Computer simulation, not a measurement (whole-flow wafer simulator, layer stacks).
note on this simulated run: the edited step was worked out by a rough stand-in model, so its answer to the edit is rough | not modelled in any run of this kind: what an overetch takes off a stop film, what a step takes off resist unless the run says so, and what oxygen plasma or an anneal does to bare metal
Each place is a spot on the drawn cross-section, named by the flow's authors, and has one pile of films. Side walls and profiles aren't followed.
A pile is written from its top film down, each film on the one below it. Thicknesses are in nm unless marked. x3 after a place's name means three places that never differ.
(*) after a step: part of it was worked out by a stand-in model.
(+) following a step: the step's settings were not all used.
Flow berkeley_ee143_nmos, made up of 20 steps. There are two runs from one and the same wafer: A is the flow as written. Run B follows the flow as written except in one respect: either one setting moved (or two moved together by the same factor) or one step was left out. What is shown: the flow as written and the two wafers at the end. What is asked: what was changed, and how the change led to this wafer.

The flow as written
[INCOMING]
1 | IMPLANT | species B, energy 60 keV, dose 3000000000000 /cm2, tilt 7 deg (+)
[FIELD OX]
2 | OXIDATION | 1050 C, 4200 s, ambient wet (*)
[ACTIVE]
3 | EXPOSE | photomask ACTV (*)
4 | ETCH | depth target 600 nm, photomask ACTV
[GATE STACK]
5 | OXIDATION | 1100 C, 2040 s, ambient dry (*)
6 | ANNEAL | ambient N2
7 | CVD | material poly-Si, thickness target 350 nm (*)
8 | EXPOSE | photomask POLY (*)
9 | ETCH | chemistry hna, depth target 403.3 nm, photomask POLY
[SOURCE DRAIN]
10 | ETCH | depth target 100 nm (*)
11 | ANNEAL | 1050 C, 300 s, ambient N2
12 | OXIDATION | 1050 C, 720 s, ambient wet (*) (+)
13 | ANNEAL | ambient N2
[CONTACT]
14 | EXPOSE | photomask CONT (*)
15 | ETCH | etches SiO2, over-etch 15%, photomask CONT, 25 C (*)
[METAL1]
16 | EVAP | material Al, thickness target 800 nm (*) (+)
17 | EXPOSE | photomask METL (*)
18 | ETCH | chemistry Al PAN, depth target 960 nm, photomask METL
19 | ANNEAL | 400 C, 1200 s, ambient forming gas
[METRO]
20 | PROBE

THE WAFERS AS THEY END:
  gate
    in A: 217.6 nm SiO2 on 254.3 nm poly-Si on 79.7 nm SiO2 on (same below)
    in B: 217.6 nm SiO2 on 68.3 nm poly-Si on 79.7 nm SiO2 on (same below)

Cause: step 7, CVD: thickness target 164 nm was run, though the flow has thickness target 350 nm.

The path from the change to this, step by step:
  7 | CVD | material poly-Si, thickness target 350 nm (*)
      gate, sd, contact, field: A poly-Si gains 350 (new film) | B poly-Si gains 164 (new film)
  9 | ETCH | chemistry hna, depth target 403.3 nm, photomask POLY
      sd, contact, field: A poly-Si loses 350 (all of it) | B poly-Si loses 164 (all of it)
